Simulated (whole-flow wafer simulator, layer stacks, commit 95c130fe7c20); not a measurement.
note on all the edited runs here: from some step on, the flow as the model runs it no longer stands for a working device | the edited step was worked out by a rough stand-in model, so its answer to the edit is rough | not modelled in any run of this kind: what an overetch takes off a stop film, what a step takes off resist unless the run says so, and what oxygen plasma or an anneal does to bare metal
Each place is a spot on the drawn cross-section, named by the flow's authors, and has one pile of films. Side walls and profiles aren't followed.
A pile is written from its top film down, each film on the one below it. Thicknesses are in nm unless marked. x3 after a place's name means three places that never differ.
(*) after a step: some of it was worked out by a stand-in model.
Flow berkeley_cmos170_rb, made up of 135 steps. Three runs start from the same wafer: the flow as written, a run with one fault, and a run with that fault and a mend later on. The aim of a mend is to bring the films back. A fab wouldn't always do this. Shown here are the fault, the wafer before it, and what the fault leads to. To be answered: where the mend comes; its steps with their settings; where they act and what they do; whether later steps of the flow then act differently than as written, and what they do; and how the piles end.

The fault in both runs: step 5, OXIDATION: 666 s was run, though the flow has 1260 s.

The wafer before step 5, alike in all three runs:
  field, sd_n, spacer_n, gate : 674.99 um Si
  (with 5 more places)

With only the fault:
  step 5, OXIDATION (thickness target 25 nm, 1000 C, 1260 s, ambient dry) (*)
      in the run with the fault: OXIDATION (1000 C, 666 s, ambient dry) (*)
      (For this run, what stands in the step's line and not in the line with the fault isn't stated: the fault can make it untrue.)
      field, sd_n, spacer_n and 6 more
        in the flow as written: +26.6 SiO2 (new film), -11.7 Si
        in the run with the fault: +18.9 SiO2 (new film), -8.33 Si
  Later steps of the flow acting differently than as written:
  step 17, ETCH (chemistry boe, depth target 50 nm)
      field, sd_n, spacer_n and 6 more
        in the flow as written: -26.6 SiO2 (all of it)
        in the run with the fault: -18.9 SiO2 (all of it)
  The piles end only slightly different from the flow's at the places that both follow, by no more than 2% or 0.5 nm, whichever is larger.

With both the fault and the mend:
  After step 6 comes the mend.
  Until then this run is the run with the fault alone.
  step 6a, OXIDATION (1000 C, 501 s, ambient dry) (*) (the flow's step 5 again, with other settings)
      field, sd_n, spacer_n and 6 more
        +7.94 SiO2, -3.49 Si
  None of the later steps of the flow differs from how it acts as written, at any place that is followed, by more than 2% or 0.5 nm, whichever is larger.
  The piles end only slightly different from the flow's at the places that both follow, by no more than 2% or 0.5 nm, whichever is larger.
